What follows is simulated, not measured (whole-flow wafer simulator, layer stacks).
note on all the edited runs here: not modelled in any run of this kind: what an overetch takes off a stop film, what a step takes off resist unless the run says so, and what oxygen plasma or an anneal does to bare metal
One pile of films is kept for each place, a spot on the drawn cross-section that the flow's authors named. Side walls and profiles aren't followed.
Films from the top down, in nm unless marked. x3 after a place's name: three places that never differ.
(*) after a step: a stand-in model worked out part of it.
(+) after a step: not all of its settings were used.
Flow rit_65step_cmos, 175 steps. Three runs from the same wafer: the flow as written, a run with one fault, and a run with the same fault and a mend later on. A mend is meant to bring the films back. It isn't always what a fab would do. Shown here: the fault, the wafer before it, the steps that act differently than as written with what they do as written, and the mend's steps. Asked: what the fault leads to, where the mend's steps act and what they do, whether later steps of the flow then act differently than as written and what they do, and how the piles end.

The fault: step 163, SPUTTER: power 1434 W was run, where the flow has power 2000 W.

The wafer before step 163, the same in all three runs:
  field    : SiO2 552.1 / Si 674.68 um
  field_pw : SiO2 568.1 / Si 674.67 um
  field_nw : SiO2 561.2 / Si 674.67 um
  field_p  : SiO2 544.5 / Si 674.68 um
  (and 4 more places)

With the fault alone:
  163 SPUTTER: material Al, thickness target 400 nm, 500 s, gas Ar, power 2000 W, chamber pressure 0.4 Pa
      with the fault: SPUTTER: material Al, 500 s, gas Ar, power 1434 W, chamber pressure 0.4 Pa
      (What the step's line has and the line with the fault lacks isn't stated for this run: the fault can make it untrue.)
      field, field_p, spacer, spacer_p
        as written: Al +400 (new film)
        with the fault: Al +286.8 (new film)
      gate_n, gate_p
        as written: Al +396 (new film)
        with the fault: Al +286.8 (new film)
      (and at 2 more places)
  Later steps of the flow that act differently than as written (3 more steps differ only slightly, by at most 2% or 0.5 nm, whichever is larger, and aren't shown):
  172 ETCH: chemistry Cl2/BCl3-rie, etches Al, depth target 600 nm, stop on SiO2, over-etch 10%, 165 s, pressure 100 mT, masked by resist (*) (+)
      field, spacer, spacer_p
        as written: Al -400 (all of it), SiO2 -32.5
        with the fault: Al -286.8 (all of it), SiO2 -46.6
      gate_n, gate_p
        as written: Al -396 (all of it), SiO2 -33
        with the fault: Al -286.8 (all of it), SiO2 -46.6
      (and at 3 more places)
  At the end the piles differ from the flow's by more than 2% or 0.5 nm, whichever is larger, at field, field_pw, field_nw, field_p, gate_n, gate_p, spacer, spacer_p.
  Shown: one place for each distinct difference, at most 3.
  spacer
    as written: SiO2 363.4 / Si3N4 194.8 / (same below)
    with the fault: SiO2 349.3 / Si3N4 194.8 / (same below)
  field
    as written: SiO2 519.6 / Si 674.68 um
    with the fault: SiO2 505.5 / Si 674.68 um
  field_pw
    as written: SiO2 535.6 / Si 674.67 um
    with the fault: SiO2 521.5 / Si 674.67 um

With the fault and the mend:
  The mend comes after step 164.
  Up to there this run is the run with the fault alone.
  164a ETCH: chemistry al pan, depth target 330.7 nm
      field, field_p, gate_n, gate_p, spacer, spacer_p
        Al -286.8 (all of it)
      field_pw, field_nw
        Al -286.6 (all of it)
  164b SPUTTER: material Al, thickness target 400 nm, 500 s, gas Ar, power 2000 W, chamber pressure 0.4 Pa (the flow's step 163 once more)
      field, field_pw, field_p, spacer, spacer_p
        Al +400 (new film)
      gate_n, gate_p
        Al +396 (new film)
      field_nw
        Al +397.2 (new film)
  No later step of the flow acts differently than as written at any place that is followed.
  At the end the piles are the same as the flow's at every place that both follow.
